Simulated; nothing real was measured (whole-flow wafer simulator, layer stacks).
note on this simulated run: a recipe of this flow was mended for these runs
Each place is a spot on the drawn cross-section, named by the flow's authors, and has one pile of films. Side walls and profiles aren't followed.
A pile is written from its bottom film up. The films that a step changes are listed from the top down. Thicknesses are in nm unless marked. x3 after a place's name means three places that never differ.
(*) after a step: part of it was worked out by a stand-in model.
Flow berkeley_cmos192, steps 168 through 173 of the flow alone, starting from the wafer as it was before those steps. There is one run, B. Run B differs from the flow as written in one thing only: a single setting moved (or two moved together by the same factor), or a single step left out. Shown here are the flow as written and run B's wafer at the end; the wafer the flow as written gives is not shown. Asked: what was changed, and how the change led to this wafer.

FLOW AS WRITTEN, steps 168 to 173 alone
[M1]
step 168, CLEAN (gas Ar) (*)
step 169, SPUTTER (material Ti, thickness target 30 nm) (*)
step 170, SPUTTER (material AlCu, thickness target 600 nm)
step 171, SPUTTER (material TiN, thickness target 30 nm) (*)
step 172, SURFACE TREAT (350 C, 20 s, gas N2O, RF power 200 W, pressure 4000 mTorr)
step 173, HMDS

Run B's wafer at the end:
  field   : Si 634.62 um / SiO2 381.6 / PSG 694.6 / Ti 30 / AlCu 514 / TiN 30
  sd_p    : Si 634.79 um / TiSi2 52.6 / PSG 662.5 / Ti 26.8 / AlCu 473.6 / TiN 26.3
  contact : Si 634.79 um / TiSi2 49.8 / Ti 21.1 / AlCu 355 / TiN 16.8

What caused this: step 170, SPUTTER: thickness target 514 nm was run, though the flow has thickness target 600 nm.
One can read it off the wafer: field has AlCu 514, and step 170 as written asks for 600 nm.

Step by step, how the change led to this:
  step 170, SPUTTER (material AlCu, thickness target 600 nm)
      field, sd_n, spacer_n, gate, spacer_p, gate_p, m1: +514 AlCu (new film) (it would be, as written: +600 AlCu (new film))
      sd_p: +473.6 AlCu (new film) (it would be, as written: +557.4 AlCu (new film))
      (and at 1 other place as well)
  step 171, SPUTTER (material TiN, thickness target 30 nm) (*)
      contact: +16.8 TiN (new film) (it would be, as written: +16 TiN (new film))
